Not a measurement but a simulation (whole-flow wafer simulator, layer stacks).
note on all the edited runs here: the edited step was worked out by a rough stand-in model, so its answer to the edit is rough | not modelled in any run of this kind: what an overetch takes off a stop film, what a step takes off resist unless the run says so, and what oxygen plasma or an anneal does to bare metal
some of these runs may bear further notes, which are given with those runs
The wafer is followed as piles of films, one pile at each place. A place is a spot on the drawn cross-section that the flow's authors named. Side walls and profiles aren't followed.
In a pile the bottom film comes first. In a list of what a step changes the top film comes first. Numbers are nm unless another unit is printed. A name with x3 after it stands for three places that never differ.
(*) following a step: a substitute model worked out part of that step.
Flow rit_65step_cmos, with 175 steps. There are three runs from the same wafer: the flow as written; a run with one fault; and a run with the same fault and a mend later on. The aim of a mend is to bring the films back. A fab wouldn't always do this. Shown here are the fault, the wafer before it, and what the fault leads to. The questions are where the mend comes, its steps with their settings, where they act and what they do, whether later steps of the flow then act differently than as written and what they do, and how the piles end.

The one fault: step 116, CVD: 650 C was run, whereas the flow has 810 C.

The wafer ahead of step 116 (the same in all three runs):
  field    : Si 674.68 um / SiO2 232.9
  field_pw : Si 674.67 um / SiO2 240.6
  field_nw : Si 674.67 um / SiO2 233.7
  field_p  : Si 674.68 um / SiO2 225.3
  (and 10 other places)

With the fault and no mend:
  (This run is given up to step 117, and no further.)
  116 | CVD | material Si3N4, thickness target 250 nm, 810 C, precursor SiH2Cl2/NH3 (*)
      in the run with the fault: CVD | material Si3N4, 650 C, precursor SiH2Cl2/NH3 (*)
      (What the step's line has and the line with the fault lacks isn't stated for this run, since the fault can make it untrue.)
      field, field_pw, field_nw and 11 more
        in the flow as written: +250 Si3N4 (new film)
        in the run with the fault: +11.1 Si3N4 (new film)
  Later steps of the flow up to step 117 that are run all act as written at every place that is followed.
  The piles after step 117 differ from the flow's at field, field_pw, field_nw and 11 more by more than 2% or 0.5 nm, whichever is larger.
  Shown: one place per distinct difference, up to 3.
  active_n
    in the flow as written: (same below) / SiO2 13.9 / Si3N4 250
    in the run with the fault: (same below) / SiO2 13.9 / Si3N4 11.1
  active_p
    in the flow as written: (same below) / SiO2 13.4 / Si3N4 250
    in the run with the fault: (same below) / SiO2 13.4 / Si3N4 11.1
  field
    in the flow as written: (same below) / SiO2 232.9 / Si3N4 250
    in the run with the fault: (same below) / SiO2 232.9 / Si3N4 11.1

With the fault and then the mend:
  The mend stands after step 117.
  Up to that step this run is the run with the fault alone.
  117a | CVD | material Si3N4, thickness target 239 nm, 810 C, precursor SiH2Cl2/NH3 (*) (a further turn of the flow's step 116, with different settings)
      field, field_pw, field_nw and 11 more
        +239 Si3N4
  Later steps of the flow that are run all act as written at every place that is followed, up to a difference of at most 2% or 0.5 nm, whichever is larger.
  The piles end only slightly different from the flow's at the places that both follow, by no more than 2% or 0.5 nm, whichever is larger.
